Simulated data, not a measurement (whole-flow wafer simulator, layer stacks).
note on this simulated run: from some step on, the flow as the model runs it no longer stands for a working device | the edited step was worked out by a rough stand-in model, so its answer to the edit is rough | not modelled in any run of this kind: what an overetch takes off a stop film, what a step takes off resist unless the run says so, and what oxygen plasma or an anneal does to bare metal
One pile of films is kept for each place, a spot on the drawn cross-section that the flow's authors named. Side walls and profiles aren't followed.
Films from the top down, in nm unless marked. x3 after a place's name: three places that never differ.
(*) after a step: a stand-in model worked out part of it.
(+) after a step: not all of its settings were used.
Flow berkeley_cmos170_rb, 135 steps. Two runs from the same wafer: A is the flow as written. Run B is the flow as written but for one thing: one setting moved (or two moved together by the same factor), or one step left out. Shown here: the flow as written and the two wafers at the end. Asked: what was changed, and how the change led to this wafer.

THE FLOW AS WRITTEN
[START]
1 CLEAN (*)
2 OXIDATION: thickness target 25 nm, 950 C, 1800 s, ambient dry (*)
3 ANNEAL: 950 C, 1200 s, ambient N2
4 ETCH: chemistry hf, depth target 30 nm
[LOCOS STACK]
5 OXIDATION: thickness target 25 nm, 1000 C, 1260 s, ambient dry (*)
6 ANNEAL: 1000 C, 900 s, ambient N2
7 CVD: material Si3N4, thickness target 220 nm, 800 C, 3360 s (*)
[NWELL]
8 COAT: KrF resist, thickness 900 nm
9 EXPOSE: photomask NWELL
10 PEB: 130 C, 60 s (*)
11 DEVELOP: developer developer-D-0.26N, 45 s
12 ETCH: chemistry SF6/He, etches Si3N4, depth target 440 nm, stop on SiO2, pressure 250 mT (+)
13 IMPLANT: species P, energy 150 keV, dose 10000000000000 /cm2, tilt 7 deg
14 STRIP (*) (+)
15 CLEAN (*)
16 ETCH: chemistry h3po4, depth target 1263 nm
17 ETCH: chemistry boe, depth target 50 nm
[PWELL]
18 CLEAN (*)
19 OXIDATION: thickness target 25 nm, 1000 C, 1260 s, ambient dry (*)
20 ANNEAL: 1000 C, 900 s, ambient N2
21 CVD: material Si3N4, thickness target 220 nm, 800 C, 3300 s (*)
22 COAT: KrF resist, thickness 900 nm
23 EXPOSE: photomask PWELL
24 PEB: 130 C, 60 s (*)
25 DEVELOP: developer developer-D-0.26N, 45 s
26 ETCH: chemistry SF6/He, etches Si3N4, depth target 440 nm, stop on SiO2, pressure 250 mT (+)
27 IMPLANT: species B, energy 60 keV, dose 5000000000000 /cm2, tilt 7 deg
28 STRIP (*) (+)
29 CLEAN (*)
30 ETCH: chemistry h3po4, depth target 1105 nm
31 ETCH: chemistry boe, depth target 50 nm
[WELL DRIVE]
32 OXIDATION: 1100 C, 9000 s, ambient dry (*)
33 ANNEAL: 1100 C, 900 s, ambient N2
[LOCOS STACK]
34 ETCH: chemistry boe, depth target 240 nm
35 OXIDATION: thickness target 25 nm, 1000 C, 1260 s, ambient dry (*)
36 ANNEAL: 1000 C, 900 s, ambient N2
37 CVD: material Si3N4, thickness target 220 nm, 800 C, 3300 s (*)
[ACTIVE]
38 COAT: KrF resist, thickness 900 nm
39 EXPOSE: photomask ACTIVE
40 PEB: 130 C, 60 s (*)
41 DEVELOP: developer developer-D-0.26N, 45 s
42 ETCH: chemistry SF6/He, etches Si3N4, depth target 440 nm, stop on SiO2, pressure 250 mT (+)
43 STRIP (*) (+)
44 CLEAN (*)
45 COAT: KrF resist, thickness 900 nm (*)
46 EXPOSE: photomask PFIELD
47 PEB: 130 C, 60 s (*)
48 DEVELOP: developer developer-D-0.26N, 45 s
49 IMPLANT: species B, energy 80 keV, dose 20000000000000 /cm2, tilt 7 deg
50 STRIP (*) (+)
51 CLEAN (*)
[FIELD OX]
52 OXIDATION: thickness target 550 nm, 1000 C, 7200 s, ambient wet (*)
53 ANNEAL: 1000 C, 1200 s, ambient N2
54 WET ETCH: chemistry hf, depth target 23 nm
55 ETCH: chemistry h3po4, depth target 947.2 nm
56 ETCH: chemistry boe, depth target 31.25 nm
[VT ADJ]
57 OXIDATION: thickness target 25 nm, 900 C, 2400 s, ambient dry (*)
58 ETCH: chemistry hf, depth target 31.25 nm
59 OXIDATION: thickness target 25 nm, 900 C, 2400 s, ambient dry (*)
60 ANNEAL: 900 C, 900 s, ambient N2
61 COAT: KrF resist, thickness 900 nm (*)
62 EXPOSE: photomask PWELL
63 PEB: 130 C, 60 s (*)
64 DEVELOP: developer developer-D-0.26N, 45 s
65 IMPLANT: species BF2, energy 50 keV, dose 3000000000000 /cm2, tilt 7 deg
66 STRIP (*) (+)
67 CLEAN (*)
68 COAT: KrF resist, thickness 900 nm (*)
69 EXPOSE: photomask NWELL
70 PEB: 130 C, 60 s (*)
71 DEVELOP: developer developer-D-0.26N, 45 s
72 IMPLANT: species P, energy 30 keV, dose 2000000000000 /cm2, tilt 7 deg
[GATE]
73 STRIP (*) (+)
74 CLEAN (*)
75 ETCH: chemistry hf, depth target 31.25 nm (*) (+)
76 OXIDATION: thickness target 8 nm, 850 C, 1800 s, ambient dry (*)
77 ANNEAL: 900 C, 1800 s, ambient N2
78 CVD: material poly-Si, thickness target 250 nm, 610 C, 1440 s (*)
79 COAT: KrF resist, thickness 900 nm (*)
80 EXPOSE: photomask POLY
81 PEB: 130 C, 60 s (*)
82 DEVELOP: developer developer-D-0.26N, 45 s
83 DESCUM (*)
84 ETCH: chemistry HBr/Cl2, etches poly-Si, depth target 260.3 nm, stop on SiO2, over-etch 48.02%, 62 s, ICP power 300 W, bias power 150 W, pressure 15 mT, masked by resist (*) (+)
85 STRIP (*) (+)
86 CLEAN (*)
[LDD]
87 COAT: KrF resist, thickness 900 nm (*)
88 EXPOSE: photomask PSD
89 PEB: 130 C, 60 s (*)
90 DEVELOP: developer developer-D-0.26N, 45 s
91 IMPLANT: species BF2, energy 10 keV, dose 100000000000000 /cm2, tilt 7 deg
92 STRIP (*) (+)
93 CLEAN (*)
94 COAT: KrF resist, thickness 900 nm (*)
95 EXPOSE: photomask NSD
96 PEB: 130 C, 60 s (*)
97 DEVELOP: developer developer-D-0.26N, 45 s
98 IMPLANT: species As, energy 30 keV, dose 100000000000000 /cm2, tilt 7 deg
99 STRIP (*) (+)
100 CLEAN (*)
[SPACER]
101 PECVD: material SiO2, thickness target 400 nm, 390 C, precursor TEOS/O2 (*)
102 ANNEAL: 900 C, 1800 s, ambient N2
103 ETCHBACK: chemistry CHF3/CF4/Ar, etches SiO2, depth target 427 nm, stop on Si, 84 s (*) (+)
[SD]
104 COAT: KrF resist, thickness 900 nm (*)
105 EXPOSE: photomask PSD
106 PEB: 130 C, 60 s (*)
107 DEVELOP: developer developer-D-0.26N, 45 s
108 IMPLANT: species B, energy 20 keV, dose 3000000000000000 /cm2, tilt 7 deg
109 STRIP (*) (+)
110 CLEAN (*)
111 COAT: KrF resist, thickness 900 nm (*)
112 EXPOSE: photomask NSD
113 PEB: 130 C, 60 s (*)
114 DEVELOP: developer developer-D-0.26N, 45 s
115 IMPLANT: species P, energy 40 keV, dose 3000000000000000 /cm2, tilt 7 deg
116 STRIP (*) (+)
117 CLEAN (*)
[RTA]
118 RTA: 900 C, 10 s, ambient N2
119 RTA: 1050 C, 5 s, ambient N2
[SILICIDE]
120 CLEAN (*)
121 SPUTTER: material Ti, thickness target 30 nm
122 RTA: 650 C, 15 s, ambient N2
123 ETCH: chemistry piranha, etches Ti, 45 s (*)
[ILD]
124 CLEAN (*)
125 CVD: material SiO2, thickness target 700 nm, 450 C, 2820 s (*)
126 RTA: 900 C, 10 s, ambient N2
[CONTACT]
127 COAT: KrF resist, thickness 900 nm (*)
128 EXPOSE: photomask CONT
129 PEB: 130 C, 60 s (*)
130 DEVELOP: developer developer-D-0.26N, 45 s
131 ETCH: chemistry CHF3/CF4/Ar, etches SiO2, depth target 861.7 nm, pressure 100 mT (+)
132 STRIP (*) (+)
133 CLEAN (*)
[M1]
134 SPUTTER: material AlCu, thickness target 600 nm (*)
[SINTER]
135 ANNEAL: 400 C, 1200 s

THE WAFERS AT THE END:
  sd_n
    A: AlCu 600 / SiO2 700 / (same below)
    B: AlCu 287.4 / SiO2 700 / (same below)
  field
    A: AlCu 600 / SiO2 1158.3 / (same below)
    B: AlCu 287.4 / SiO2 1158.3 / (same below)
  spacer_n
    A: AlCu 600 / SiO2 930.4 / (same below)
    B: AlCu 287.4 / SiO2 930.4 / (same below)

The cause: step 134, SPUTTER: thickness target 287.4 nm was run, where the flow has thickness target 600 nm.
It can be read off the wafer: sd_n has AlCu 287.4, and step 134 as written asks for 600 nm.

How the change led to this, step by step:
  134 SPUTTER: material AlCu, thickness target 600 nm (*)
      field, sd_n, spacer_n, gate, spacer_p, gate_p, m1: A AlCu +600 (new film) | B AlCu +287.4 (new film)
      sd_p: A AlCu +545.9 (new film) | B AlCu +256 (new film)
      (and at 1 more place)
